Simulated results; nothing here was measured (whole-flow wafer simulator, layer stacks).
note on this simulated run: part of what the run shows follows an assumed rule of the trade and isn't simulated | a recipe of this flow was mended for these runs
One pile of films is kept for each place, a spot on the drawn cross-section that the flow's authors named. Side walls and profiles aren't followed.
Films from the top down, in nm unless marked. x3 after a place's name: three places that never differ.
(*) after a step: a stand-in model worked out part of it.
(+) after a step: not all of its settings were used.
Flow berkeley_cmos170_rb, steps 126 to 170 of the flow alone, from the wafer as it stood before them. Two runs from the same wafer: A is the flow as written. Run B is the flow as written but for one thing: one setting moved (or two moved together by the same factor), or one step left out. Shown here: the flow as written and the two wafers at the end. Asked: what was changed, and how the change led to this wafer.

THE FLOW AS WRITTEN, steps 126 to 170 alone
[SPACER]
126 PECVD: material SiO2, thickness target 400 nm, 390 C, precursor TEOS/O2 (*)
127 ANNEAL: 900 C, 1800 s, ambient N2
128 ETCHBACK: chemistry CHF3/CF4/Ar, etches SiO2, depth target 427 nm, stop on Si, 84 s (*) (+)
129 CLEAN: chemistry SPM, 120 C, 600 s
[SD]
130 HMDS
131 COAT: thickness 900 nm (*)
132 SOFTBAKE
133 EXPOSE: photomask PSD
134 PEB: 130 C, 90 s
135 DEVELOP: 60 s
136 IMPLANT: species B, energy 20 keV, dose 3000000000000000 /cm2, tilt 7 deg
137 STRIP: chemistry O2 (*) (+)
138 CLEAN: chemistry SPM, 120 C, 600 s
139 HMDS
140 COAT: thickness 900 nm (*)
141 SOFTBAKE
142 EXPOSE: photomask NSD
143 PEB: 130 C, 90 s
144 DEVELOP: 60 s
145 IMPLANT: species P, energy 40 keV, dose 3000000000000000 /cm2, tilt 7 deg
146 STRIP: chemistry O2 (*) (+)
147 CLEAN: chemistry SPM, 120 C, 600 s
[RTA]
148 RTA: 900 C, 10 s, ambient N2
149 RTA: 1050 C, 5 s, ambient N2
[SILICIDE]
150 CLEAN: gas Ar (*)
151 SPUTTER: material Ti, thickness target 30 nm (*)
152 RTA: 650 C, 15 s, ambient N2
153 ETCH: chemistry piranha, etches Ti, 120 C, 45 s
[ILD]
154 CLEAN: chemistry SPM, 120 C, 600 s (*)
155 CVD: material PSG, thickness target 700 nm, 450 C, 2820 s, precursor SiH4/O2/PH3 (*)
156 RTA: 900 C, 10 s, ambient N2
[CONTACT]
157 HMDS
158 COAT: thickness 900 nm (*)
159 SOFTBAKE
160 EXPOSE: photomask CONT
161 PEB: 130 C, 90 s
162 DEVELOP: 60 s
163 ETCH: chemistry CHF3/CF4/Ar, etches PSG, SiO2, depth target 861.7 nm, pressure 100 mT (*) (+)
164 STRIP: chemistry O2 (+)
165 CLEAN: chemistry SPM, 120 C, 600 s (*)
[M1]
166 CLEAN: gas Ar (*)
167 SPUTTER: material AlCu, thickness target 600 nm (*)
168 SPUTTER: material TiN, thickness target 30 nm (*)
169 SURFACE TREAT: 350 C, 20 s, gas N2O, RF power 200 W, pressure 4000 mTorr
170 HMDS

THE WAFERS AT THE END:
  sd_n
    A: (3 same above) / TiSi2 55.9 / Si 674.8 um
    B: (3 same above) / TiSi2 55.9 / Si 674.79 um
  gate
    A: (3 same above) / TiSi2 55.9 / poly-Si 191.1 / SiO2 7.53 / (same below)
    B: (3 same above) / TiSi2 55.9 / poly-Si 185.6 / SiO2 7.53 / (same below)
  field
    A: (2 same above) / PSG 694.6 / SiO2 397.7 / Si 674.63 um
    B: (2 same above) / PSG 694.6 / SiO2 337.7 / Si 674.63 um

The cause: step 126, PECVD: thickness target 340 nm was run, where the flow has thickness target 400 nm.

How the change led to this, step by step:
  126 PECVD: material SiO2, thickness target 400 nm, 390 C, precursor TEOS/O2 (*)
      field, sd_n, contact, m1: A SiO2 +400 | B SiO2 +340
      spacer_n, sd_p, spacer_p: A SiO2 +385.3 | B SiO2 +327.8
      (and at 2 more places)
  128 ETCHBACK: chemistry CHF3/CF4/Ar, etches SiO2, depth target 427 nm, stop on Si, 84 s (*) (+)
      gate, gate_p: A SiO2 -400 (all of it), chemical SiO2 -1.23 (all of it), poly-Si -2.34 | B SiO2 -340 (all of it), chemical SiO2 -1.23 (all of it), poly-Si -7.8
      sd_n: A SiO2 -406 (all of it), Si -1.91 | B SiO2 -346 (all of it), Si -7.36
      (and at 3 more places)
  131 COAT: thickness 900 nm (*)
      sd_n: A KrF-resist +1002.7 (new film) | B KrF-resist +971 (new film)
      spacer_n: A KrF-resist +791.7 (new film) | B KrF-resist +817.1 (new film)
      (and at 6 more places)
  135 DEVELOP: 60 s
      sd_p: A KrF-resist -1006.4 (all of it) | B KrF-resist -978.3 (all of it)
      spacer_p: A KrF-resist -783.4 (all of it) | B KrF-resist -811.5 (all of it)
      (and at 1 more place)
  137 STRIP: chemistry O2 (*) (+)
      sd_n: A KrF-resist -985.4 (all of it), chemical SiO2 +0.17, Si -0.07 | B KrF-resist -953.9 (all of it), chemical SiO2 +0.17, Si -0.07
      spacer_n: A KrF-resist -775.1 (all of it) | B KrF-resist -800.4 (all of it)
      (and at 3 more places)
  140 COAT: thickness 900 nm (*)
      sd_n: A KrF-resist +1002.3 (new film) | B KrF-resist +971 (new film)
      spacer_n: A KrF-resist +791.4 (new film) | B KrF-resist +817.2 (new film)
      (and at 6 more places)
  144 DEVELOP: 60 s
      sd_n: A KrF-resist -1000 (all of it) | B KrF-resist -968.8 (all of it)
      spacer_n: A KrF-resist -789.7 (all of it) | B KrF-resist -815.4 (all of it)
      (and at 3 more places)
  146 STRIP: chemistry O2 (*) (+)
      gate_p: A KrF-resist -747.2 (all of it), chemical SiO2 +0.07 | B KrF-resist -720.7 (all of it), chemical SiO2 +0.07, poly-Si -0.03
      sd_p: A KrF-resist -991.3 (all of it), chemical SiO2 +0.07 | B KrF-resist -963.3 (all of it), chemical SiO2 +0.07
      (and at 1 more place)
  151 SPUTTER: material Ti, thickness target 30 nm (*)
      sd_p: A Ti +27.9 (new film) | B Ti +28.7 (new film)
  152 RTA: 650 C, 15 s, ambient N2
      sd_p: A Ti -21.8, TiSi first +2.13 (new film), TiSi2 C49 +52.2 (new film), Si -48 | B Ti -22.4, TiSi first +3.67 (new film), TiSi2 C49 +51.5 (new film), Si -48.4
  156 RTA: 900 C, 10 s, ambient N2
      sd_p: A under 1 film: TiSi2 +52 (new film), TiSi first -2.02 (all of it), TiSi2 C49 -52.2 (all of it), Si -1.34 | B under 1 film: TiSi2 +53.5 (new film), TiSi first -3.57 (all of it), TiSi2 C49 -51.5 (all of it), Si -2.37
  158 COAT: thickness 900 nm (*)
      sd_n: A KrF-resist +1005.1 (new film) | B KrF-resist +971.5 (new film)
      gate: A KrF-resist +810 (new film) | B KrF-resist +773 (new film)
      (and at 5 more places)
  162 DEVELOP: 60 s
      contact: A KrF-resist -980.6 (all of it) | B KrF-resist -954.3 (all of it)
  164 STRIP: chemistry O2 (+)
      sd_n: A KrF-resist -772.5 (all of it) | B KrF-resist -739 (all of it)
      spacer_n: A KrF-resist -598.3 (all of it) | B KrF-resist -615.2 (all of it)
      (and at 5 more places)
  167 SPUTTER: material AlCu, thickness target 600 nm (*)
      sd_p: A AlCu +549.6 (new film) | B AlCu +577.3 (new film)
  168 SPUTTER: material TiN, thickness target 30 nm (*)
      sd_p: A TiN +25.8 (new film) | B TiN +27.4 (new film)
